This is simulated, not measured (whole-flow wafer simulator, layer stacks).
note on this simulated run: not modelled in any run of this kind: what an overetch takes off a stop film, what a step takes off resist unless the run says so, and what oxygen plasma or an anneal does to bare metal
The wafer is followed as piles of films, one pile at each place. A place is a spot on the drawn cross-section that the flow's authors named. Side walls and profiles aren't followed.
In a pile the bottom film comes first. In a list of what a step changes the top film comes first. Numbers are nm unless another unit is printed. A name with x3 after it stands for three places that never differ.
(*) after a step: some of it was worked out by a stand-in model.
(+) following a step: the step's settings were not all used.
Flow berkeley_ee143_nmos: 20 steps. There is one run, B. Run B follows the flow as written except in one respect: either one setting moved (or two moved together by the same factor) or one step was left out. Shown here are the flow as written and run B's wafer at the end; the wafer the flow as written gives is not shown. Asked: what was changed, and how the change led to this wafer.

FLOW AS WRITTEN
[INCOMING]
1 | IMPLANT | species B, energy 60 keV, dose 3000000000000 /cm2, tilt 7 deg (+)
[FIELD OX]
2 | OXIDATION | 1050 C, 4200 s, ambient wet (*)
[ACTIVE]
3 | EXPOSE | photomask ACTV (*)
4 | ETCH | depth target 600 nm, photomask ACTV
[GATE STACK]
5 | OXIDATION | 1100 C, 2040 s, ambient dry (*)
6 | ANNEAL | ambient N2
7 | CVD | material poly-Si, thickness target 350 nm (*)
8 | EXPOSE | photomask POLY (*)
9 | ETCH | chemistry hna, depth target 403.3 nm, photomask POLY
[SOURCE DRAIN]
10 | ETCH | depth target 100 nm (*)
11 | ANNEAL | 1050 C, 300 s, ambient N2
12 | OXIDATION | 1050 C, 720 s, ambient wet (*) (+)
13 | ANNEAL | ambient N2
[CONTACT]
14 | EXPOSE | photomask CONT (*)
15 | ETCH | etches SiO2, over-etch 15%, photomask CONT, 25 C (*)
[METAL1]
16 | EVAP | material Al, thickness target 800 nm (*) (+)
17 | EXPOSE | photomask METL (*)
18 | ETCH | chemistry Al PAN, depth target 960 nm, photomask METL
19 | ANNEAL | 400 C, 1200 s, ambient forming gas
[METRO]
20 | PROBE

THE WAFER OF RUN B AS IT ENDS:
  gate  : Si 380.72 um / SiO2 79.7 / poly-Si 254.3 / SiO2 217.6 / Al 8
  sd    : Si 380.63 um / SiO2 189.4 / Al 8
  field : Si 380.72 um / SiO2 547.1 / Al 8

What caused this: step 18, ETCH: depth target 792 nm was run, while the flow as written has depth target 960 nm.

Step by step, how the change led to this:
  18 | ETCH | chemistry Al PAN, depth target 960 nm, photomask METL
      gate, sd, field: -792 Al (it would be, as written: -800 Al (all of it))
With metal films that touch counted as one body, gate has 1 body; the flow as written gives 0 bodies.
With metal films that touch counted as one body, sd has 1 body; the flow as written gives 0 bodies.
With metal films that touch counted as one body, field has 1 body; the flow as written gives 0 bodies.
